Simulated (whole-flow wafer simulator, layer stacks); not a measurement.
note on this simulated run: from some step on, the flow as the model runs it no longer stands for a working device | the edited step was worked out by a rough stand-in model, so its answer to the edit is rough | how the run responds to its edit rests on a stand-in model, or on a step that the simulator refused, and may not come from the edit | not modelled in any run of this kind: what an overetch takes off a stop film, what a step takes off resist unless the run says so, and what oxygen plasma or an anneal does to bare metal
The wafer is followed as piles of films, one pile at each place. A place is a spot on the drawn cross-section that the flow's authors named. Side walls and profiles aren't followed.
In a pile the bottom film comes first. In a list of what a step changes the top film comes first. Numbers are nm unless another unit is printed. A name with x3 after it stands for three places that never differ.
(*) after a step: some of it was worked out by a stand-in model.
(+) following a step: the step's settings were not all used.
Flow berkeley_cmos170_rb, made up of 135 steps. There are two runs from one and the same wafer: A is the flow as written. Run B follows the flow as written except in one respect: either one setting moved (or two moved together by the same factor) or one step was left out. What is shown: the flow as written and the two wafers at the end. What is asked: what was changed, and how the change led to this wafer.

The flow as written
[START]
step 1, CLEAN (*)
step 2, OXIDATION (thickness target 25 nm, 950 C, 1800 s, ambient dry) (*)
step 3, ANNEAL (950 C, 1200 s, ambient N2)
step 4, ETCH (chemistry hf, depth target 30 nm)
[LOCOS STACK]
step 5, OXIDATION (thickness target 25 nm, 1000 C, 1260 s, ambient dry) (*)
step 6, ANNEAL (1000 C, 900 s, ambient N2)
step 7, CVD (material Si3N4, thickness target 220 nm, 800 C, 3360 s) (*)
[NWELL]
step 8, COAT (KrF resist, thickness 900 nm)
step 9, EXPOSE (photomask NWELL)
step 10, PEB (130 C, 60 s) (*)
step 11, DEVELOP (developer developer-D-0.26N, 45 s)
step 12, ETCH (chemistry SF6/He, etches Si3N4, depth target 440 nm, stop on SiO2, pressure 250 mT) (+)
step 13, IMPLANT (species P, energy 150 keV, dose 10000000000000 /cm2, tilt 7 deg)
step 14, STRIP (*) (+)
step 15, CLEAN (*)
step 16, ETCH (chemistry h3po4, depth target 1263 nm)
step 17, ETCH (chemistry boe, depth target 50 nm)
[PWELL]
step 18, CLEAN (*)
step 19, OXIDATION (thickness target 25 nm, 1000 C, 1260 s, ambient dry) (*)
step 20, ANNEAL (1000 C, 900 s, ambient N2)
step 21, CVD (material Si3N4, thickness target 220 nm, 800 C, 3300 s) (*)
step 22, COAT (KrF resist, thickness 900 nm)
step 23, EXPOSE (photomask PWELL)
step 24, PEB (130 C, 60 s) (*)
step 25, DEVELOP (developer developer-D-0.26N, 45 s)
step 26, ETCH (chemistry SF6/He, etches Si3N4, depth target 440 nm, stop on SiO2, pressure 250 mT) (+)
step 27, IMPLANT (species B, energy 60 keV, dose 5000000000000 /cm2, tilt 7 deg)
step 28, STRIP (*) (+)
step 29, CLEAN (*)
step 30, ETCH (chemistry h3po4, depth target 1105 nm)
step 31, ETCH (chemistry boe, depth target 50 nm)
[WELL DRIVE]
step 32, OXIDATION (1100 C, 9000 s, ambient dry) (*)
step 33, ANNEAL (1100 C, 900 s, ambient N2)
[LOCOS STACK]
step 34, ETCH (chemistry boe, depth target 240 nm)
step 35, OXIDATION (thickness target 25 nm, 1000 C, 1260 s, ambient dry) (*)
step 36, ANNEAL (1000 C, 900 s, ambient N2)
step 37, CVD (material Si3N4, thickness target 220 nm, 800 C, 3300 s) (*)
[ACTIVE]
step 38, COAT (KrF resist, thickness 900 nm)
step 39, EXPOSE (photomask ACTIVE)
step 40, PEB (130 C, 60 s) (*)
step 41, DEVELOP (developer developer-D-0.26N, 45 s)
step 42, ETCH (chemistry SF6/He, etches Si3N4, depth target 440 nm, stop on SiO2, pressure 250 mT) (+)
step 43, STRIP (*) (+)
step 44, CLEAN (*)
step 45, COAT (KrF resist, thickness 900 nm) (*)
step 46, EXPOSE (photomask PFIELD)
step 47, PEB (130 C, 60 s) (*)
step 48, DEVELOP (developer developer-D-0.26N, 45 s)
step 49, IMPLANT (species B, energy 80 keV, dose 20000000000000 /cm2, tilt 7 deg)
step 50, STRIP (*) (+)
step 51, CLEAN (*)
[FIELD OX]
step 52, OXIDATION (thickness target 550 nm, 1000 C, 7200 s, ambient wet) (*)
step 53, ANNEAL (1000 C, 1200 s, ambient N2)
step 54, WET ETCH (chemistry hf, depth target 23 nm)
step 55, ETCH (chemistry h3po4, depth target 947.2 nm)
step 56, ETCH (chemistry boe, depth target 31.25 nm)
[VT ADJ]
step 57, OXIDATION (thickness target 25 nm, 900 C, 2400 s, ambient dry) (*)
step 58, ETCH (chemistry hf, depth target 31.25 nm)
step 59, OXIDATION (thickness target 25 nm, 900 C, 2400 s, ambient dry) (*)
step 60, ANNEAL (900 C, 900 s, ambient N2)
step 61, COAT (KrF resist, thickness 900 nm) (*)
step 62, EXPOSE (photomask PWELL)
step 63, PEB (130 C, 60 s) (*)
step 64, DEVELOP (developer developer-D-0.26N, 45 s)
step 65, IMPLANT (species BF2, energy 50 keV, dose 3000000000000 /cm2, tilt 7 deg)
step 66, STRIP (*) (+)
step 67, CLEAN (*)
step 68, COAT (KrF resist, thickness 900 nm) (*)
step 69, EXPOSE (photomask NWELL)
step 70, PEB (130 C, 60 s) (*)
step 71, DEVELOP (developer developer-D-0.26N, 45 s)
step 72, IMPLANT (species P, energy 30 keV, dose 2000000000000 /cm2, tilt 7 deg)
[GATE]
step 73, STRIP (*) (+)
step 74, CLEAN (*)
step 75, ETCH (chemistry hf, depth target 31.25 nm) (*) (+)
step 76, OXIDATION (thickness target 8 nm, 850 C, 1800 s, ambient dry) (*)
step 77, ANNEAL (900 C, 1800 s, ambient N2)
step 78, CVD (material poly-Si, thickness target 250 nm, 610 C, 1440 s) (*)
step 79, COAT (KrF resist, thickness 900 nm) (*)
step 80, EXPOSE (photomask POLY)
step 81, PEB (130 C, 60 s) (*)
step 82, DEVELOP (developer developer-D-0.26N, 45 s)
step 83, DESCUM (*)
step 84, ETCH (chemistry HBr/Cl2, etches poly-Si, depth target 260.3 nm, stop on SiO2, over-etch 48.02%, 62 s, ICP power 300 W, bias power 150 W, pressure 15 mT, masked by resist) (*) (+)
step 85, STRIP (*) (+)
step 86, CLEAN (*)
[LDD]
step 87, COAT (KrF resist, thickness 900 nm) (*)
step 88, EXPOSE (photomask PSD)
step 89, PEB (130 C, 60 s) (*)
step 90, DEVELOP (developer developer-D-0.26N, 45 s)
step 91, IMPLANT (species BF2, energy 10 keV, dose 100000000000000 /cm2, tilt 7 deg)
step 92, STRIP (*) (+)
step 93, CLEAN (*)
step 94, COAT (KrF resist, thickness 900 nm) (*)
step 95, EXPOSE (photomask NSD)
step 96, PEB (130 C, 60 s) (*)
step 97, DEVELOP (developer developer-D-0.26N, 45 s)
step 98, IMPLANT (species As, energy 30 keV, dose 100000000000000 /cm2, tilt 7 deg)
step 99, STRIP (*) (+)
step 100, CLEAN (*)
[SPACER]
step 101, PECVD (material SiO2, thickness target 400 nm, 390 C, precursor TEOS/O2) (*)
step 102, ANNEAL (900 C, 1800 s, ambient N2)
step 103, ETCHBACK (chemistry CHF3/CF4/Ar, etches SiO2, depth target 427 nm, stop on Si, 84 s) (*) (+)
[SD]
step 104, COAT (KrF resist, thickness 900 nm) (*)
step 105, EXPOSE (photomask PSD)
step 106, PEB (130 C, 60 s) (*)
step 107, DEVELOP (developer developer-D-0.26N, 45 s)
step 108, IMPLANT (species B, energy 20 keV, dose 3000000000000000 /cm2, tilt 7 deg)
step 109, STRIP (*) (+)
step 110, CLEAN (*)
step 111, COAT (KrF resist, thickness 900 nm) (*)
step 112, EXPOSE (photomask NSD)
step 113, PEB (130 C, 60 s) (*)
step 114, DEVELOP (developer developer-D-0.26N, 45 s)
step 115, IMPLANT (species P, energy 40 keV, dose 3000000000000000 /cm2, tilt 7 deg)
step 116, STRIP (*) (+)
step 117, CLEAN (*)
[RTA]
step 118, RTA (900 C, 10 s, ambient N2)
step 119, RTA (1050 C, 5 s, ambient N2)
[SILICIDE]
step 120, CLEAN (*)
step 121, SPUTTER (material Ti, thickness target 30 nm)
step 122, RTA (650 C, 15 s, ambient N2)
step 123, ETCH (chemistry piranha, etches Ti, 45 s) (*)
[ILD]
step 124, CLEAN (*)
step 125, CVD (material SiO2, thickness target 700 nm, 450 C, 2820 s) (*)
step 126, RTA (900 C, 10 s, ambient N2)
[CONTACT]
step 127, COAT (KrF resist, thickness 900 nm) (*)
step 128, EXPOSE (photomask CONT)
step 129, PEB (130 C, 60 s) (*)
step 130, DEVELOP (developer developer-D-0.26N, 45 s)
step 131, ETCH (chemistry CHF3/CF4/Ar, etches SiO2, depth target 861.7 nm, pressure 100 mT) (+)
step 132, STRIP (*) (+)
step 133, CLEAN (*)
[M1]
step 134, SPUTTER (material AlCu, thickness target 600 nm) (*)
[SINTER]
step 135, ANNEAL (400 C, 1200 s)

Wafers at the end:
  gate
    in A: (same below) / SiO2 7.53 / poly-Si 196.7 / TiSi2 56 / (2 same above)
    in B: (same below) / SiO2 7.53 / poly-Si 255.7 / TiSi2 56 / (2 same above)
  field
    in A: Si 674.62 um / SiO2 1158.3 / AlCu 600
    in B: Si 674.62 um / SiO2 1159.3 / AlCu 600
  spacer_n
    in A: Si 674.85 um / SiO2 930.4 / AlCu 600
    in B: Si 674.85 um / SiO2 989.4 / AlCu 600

The reason: step 78, CVD: thickness target 309 nm was run, whereas the flow has thickness target 250 nm; step 78, CVD: 1778 s was run, where the flow has 1440 s.

Step by step, how the change led to this:
  step 78, CVD (material poly-Si, thickness target 250 nm, 610 C, 1440 s) (*)
      field, sd_n, spacer_n and 6 more: A +250 poly-Si (new film) | B +309 poly-Si (new film)
  step 84, ETCH (chemistry HBr/Cl2, etches poly-Si, depth target 260.3 nm, stop on SiO2, over-etch 48.02%, 62 s, ICP power 300 W, bias power 150 W, pressure 15 mT, masked by resist) (*) (+)
      field, sd_n, spacer_n, sd_p, spacer_p, contact, m1: A -250 poly-Si (all of it), -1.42 SiO2 | B -309 poly-Si (all of it), -0.38 SiO2
  step 87, COAT (KrF resist, thickness 900 nm) (*)
      gate: A +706 KrF resist (new film) | B +661.5 KrF resist (new film)
      gate_p: A +706.3 KrF resist (new film) | B +662.1 KrF resist (new film)
  step 90, DEVELOP (developer developer-D-0.26N, 45 s)
      gate_p: A -706.3 KrF resist (all of it) | B -662.1 KrF resist (all of it)
  step 92, STRIP (*) (+)
      gate: A -691.8 KrF resist (all of it) | B -647.3 KrF resist (all of it)
  step 94, COAT (KrF resist, thickness 900 nm) (*)
      gate: A +706 KrF resist (new film) | B +661.5 KrF resist (new film)
      gate_p: A +706.3 KrF resist (new film) | B +662.1 KrF resist (new film)
  step 97, DEVELOP (developer developer-D-0.26N, 45 s)
      gate: A -706 KrF resist (all of it) | B -661.5 KrF resist (all of it)
  step 99, STRIP (*) (+)
      gate_p: A -692.1 KrF resist (all of it) | B -647.9 KrF resist (all of it)
  step 103, ETCHBACK (chemistry CHF3/CF4/Ar, etches SiO2, depth target 427 nm, stop on Si, 84 s) (*) (+)
      spacer_n: A -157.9 SiO2 | B -100 SiO2
      spacer_p: A -157.9 SiO2 | B -99.9 SiO2
  step 104, COAT (KrF resist, thickness 900 nm) (*)
      spacer_n: A +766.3 KrF resist (new film) | B +724.9 KrF resist (new film)
      gate: A +742.1 KrF resist (new film) | B +701.7 KrF resist (new film)
      (as well as at 2 more places)
  step 107, DEVELOP (developer developer-D-0.26N, 45 s)
      spacer_p: A -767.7 KrF resist (all of it) | B -726.2 KrF resist (all of it)
      gate_p: A -743.2 KrF resist (all of it) | B -702.8 KrF resist (all of it)
  step 109, STRIP (*) (+)
      spacer_n: A -752.1 KrF resist (all of it) | B -710.7 KrF resist (all of it)
      gate: A -727.9 KrF resist (all of it) | B -687.5 KrF resist (all of it)
  step 111, COAT (KrF resist, thickness 900 nm) (*)
      spacer_n: A +766.3 KrF resist (new film) | B +724.9 KrF resist (new film)
      gate: A +742.1 KrF resist (new film) | B +701.7 KrF resist (new film)
      (as well as at 2 more places)
  step 114, DEVELOP (developer developer-D-0.26N, 45 s)
      spacer_n: A -766.3 KrF resist (all of it) | B -724.9 KrF resist (all of it)
      gate: A -742.1 KrF resist (all of it) | B -701.7 KrF resist (all of it)
  step 116, STRIP (*) (+)
      spacer_p: A -753.5 KrF resist (all of it) | B -712 KrF resist (all of it)
      gate_p: A -729 KrF resist (all of it) | B -688.6 KrF resist (all of it)
  step 127, COAT (KrF resist, thickness 900 nm) (*)
      spacer_n: A +819.8 KrF resist (new film) | B +793 KrF resist (new film)
      gate: A +798.4 KrF resist (new film) | B +775.6 KrF resist (new film)
      (as well as at 3 more places)
  step 132, STRIP (*) (+)
      field: A -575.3 KrF resist (all of it) | B -587.9 KrF resist (all of it)
      spacer_n: A -590.2 KrF resist (all of it) | B -563.4 KrF resist (all of it)
      (as well as at 4 more places)
